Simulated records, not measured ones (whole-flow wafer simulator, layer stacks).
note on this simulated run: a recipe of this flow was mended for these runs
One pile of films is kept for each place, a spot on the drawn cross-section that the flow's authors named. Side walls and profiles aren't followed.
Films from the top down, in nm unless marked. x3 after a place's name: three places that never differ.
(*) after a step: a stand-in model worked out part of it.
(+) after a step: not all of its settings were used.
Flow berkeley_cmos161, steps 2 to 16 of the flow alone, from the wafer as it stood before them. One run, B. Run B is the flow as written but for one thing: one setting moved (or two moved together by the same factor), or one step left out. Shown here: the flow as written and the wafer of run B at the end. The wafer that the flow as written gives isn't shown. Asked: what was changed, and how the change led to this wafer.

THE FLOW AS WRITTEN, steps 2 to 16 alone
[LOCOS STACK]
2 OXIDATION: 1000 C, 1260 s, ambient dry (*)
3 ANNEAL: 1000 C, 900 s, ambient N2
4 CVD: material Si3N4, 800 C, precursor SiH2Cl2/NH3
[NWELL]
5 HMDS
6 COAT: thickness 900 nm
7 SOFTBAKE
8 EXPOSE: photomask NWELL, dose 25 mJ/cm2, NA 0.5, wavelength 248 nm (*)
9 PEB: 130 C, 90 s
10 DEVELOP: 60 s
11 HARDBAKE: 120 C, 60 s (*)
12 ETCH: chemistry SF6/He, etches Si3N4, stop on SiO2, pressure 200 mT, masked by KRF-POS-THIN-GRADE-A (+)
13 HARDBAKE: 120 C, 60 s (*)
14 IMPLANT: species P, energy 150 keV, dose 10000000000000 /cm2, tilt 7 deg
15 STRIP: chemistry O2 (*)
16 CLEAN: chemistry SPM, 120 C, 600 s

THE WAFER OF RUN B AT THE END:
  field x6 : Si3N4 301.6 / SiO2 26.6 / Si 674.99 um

The cause: step 4, CVD: 832 C was run, where the flow has 800 C.

How the change led to this, step by step:
  4 CVD: material Si3N4, 800 C, precursor SiH2Cl2/NH3
      field x6, sd_p x3: Si3N4 +301.6 (new film) (as written it would be: Si3N4 +229.8 (new film))
  12 ETCH: chemistry SF6/He, etches Si3N4, stop on SiO2, pressure 200 mT, masked by KRF-POS-THIN-GRADE-A (+)
      field x6: KrF-resist -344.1 (as written it would be: KrF-resist -266.1)
      sd_p x3: Si3N4 -301.6 (all of it), SiO2 -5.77 (as written it would be: Si3N4 -229.8 (all of it), SiO2 -5.77)
  15 STRIP: chemistry O2 (*)
      field x6: KrF-resist -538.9 (all of it) (as written it would be: KrF-resist -616.9 (all of it))
